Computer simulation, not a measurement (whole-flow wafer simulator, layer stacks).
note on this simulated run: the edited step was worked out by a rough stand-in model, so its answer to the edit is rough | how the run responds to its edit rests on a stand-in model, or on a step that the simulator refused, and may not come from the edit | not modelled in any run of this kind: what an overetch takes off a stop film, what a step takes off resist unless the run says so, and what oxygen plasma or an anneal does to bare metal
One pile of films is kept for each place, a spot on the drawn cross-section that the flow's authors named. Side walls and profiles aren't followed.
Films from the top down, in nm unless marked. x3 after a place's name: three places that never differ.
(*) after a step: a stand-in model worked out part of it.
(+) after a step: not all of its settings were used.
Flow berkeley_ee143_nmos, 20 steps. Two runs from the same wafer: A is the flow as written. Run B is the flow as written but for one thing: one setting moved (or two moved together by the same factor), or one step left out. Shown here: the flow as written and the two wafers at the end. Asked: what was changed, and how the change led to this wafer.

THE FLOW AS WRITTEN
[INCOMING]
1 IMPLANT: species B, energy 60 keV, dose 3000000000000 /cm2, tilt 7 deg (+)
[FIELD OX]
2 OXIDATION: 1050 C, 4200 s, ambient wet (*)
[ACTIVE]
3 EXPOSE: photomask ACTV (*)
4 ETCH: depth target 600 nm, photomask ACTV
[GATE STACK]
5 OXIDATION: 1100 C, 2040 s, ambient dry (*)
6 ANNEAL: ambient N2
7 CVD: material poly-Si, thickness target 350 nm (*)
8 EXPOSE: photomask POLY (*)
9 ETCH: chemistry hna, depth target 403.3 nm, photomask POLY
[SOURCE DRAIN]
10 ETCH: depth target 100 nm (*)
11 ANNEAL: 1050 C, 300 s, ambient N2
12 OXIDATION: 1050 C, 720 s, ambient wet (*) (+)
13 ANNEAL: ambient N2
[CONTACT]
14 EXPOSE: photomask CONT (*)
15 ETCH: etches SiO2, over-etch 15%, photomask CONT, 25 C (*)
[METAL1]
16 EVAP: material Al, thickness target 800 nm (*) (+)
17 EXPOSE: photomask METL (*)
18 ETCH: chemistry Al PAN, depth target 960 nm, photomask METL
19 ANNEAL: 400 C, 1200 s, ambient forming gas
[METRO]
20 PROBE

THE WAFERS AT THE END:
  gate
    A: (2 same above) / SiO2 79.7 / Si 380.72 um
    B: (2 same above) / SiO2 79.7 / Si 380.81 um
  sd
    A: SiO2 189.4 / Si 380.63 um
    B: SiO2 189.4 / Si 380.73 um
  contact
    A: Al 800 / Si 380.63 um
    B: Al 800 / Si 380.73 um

The cause: step 2, OXIDATION: 1890 s was run, where the flow has 4200 s.

How the change led to this, step by step:
  2 OXIDATION: 1050 C, 4200 s, ambient wet (*)
      gate, sd, contact, field: A SiO2 +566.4 (new film), chemical SiO2 -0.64 (all of it), Si -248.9 | B SiO2 +347.5 (new film), chemical SiO2 -0.64 (all of it), Si -152.6
  4 ETCH: depth target 600 nm, photomask ACTV
      gate, sd, contact: A SiO2 -566.4 (all of it) | B SiO2 -347.5 (all of it)
  5 OXIDATION: 1100 C, 2040 s, ambient dry (*)
      field: A SiO2 +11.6, Si -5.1 | B SiO2 +17.4, Si -7.64
  12 OXIDATION: 1050 C, 720 s, ambient wet (*) (+)
      field: A SiO2 +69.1, Si -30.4 | B SiO2 +98.8, Si -43.5
